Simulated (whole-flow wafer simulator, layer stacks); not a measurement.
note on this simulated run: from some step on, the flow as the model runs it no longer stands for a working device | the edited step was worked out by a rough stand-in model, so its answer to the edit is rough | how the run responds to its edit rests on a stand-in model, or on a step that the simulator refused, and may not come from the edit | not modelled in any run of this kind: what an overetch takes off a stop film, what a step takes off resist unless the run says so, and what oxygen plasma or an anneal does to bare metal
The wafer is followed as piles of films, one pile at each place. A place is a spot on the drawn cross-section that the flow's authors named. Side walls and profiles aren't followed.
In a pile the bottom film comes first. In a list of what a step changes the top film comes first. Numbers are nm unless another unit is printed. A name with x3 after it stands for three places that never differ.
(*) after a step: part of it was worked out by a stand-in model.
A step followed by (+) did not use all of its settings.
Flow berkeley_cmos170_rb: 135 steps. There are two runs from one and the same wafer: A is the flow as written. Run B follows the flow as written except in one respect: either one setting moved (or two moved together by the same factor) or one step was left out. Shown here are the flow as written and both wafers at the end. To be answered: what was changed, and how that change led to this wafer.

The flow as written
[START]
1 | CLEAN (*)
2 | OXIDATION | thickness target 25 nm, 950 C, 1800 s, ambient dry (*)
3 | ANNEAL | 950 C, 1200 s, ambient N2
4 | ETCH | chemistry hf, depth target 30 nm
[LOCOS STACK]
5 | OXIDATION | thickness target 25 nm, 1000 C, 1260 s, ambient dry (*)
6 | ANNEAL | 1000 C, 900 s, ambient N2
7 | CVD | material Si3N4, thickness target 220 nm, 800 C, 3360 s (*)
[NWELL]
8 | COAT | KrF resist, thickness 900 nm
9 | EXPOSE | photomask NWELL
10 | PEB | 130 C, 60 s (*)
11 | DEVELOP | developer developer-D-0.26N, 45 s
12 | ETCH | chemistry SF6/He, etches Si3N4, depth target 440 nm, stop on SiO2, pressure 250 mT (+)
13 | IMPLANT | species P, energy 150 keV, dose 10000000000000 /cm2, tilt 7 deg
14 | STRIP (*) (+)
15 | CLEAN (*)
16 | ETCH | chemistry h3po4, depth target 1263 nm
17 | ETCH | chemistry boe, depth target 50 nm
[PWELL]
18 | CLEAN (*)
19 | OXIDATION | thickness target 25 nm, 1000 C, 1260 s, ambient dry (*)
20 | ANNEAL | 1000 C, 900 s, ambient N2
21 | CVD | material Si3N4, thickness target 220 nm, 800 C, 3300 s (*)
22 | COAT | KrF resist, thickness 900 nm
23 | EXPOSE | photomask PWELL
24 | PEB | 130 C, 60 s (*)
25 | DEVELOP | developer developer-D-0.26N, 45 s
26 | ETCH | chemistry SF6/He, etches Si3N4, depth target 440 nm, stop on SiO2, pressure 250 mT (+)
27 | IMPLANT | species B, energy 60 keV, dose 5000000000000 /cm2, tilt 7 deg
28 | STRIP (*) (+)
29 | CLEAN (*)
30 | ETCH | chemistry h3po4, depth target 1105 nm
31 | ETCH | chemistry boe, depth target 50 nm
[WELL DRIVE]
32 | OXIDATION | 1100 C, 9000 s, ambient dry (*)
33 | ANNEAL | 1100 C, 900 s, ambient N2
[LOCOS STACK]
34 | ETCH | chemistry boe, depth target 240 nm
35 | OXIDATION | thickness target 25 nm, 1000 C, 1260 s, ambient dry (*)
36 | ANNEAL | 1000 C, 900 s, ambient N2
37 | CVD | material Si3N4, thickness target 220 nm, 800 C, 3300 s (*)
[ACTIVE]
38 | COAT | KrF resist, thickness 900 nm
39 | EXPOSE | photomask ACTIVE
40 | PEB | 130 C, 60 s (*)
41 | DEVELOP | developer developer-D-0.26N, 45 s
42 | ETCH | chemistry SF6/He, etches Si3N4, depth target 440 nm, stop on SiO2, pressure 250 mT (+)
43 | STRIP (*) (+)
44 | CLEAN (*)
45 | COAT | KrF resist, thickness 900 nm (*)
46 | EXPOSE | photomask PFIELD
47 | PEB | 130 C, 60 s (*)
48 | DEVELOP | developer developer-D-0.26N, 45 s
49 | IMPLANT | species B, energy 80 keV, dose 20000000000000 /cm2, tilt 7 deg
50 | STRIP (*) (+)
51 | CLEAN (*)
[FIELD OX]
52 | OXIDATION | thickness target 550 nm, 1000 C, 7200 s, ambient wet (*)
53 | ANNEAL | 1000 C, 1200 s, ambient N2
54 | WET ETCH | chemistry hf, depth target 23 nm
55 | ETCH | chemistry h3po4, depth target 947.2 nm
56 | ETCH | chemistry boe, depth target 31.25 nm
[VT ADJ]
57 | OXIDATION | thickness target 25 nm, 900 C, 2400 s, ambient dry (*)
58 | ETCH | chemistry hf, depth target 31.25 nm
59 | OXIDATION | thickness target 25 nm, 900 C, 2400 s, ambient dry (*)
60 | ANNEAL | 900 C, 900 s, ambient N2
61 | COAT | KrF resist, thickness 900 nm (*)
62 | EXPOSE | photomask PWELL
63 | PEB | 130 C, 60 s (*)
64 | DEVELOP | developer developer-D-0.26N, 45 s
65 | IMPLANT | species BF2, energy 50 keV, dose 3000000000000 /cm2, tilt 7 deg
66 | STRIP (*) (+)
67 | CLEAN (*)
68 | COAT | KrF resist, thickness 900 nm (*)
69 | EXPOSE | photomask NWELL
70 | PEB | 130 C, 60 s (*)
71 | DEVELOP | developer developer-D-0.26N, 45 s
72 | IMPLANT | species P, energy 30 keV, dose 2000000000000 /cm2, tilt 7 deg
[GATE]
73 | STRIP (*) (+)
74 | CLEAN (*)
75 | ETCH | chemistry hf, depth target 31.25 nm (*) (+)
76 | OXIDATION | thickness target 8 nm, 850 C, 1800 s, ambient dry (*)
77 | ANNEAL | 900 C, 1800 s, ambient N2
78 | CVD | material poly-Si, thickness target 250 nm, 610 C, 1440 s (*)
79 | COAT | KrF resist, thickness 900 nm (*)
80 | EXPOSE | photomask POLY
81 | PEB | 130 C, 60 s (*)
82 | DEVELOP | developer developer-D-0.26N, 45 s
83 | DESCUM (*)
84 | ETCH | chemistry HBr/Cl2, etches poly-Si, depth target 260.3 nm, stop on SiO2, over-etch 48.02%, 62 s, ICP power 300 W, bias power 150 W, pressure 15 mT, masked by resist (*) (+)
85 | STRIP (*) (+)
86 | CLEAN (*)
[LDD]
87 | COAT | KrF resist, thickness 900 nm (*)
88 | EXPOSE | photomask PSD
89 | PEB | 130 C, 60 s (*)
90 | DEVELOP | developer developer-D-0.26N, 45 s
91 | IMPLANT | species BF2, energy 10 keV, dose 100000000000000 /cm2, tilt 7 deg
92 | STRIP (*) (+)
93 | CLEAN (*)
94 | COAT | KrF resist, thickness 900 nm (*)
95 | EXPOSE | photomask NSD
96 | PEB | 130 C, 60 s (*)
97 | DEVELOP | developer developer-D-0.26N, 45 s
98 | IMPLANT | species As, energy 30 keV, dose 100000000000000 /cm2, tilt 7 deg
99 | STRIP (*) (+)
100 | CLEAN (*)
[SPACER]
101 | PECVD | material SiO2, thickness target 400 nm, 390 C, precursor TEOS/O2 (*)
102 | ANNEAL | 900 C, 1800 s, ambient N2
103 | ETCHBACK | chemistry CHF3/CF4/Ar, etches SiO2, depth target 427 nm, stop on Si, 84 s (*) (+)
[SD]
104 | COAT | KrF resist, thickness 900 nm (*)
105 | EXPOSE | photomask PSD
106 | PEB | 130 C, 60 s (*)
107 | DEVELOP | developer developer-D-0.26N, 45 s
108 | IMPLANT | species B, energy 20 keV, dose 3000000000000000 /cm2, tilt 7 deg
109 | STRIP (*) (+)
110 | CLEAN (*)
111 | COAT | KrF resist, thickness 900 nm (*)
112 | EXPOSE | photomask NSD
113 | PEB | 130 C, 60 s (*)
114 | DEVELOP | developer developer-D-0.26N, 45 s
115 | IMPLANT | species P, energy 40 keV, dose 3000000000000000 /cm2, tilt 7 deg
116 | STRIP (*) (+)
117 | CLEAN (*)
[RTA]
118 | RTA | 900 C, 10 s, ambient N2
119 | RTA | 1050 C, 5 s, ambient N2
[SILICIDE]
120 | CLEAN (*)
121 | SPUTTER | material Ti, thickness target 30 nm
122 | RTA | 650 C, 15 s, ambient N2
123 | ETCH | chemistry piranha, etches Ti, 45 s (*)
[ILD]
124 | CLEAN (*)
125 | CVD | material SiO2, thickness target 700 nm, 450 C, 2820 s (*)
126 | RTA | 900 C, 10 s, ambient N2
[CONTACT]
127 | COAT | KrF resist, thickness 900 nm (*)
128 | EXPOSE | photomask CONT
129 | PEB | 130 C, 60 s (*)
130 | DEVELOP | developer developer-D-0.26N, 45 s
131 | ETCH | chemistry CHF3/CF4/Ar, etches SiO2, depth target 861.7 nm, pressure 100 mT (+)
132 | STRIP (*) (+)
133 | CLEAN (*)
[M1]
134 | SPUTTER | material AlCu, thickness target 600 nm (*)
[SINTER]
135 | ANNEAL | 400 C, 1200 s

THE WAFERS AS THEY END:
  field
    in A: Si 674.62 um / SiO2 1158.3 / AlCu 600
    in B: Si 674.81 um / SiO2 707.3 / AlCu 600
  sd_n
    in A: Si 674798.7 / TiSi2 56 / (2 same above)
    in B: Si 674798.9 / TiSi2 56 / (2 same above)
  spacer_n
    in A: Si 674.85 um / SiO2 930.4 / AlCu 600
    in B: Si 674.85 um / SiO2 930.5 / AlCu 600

What caused this: step 52, OXIDATION: 850 C was run, while the flow as written has 1000 C.

How this came from the change, step by step:
  52 | OXIDATION | thickness target 550 nm, 1000 C, 7200 s, ambient wet (*)
      gate: A +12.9 SiO2 (new film), -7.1 Si3N4, +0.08 SiO2, -0.08 Si | B +0.99 SiO2 (new film), -0.55 Si3N4
      spacer_n, spacer_p, gate_p, contact: A +12.9 SiO2 (new film), -7.1 Si3N4 | B +0.99 SiO2 (new film), -0.55 Si3N4
      (as well as at 4 more places)
  54 | WET ETCH | chemistry hf, depth target 23 nm
      sd_n, spacer_n, gate, sd_p, spacer_p, gate_p, contact, m1: A -12.9 SiO2 (all of it) | B -0.99 SiO2 (all of it)
  55 | ETCH | chemistry h3po4, depth target 947.2 nm
      sd_n, spacer_n, gate, sd_p, spacer_p, gate_p, contact, m1: A -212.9 Si3N4 (all of it) | B -219.5 Si3N4 (all of it)
  56 | ETCH | chemistry boe, depth target 31.25 nm
      sd_n: A -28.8 SiO2 (all of it) | B -28.2 SiO2 (all of it)
      sd_p: A -26.6 SiO2 (all of it) | B -27.2 SiO2 (all of it)
      (as well as at 1 more place)
  57 | OXIDATION | thickness target 25 nm, 900 C, 2400 s, ambient dry (*)
      field: A +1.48 SiO2, -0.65 Si | B +4.7 SiO2, -2.07 Si
  59 | OXIDATION | thickness target 25 nm, 900 C, 2400 s, ambient dry (*)
      field: A +1.55 SiO2, -0.68 Si | B +5.37 SiO2, -2.36 Si
  61 | COAT | KrF resist, thickness 900 nm (*)
      field: A +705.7 KrF resist (new film) | B +895.2 KrF resist (new film)
      sd_n: A +957.5 KrF resist (new film) | B +904.1 KrF resist (new film)
      (as well as at 7 more places)
  64 | DEVELOP | developer developer-D-0.26N, 45 s
      field: A -705.7 KrF resist (all of it) | B -895.2 KrF resist (all of it)
      sd_n: A -957.5 KrF resist (all of it) | B -904.1 KrF resist (all of it)
      (as well as at 3 more places)
  66 | STRIP (*) (+)
      sd_p: A -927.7 KrF resist (all of it) | B -889 KrF resist (all of it)
      spacer_p: A -911 KrF resist (all of it) | B -888.3 KrF resist (all of it)
      (as well as at 2 more places)
  68 | COAT | KrF resist, thickness 900 nm (*)
      field: A +705.7 KrF resist (new film) | B +895.2 KrF resist (new film)
      sd_n: A +957.5 KrF resist (new film) | B +904.1 KrF resist (new film)
      (as well as at 7 more places)
  71 | DEVELOP | developer developer-D-0.26N, 45 s
      sd_p: A -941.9 KrF resist (all of it) | B -903.2 KrF resist (all of it)
      spacer_p: A -925.2 KrF resist (all of it) | B -902.5 KrF resist (all of it)
      (as well as at 1 more place)
  73 | STRIP (*) (+)
      field: A -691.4 KrF resist (all of it) | B -881 KrF resist (all of it)
      sd_n: A -943.2 KrF resist (all of it) | B -889.9 KrF resist (all of it)
      (as well as at 4 more places)
  76 | OXIDATION | thickness target 8 nm, 850 C, 1800 s, ambient dry (*)
      field: A +0.48 SiO2, -0.21 Si | B +2.11 SiO2, -0.93 Si
  78 | CVD | material poly-Si, thickness target 250 nm, 610 C, 1440 s (*)
      field: A +250 poly-Si (new film) | B +256 poly-Si (new film)
  79 | COAT | KrF resist, thickness 900 nm (*)
      spacer_n, spacer_p, gate_p: A +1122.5 KrF resist (new film) | B +899.3 KrF resist (new film)
      field: A +880.6 KrF resist (new film) | B +904.3 KrF resist (new film)
      (as well as at 3 more places)
  82 | DEVELOP | developer developer-D-0.26N, 45 s
      spacer_n, spacer_p: A -1122.5 KrF resist (all of it) | B -899.3 KrF resist (all of it)
      field: A -880.6 KrF resist (all of it) | B -904.3 KrF resist (all of it)
      (as well as at 2 more places)
  ... 23 further steps ...
  134 | SPUTTER | material AlCu, thickness target 600 nm (*)
      sd_p: A +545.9 AlCu (new film) | B +600 AlCu (new film)
